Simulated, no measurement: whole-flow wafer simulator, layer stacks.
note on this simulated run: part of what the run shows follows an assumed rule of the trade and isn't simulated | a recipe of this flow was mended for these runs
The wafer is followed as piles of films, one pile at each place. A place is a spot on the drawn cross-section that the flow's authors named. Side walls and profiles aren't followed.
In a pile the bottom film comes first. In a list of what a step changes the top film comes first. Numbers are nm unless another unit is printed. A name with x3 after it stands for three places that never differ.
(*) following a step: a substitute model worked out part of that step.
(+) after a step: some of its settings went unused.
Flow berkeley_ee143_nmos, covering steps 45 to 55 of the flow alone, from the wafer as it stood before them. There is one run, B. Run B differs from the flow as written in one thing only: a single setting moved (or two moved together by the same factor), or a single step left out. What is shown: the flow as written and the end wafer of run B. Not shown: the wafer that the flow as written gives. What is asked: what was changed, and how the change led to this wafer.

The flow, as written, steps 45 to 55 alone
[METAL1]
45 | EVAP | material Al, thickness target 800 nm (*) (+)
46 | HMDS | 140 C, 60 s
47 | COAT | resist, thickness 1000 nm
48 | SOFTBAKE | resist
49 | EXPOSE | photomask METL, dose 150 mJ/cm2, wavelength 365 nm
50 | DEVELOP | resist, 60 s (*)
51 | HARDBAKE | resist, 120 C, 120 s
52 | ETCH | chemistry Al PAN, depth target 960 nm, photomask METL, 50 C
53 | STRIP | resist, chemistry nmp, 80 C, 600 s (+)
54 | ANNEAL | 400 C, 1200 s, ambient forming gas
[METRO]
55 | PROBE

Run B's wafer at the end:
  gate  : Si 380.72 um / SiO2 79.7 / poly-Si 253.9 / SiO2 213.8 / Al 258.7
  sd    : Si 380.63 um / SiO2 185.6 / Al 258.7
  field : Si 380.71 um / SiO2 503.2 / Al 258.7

Cause: step 52, ETCH: depth target 528 nm was run, whereas the flow has depth target 960 nm.

Step by step, how the change led to this:
  52 | ETCH | chemistry Al PAN, depth target 960 nm, photomask METL, 50 C
      gate, sd, field: Al loses 528 (as written it would have been: Al loses 786.7 (all of it))
With metal films that touch counted as one body, gate has 1 body; the flow as written gives 0 bodies.
With metal films that touch counted as one body, sd has 1 body; the flow as written gives 0 bodies.
With metal films that touch counted as one body, field has 1 body; the flow as written gives 0 bodies.
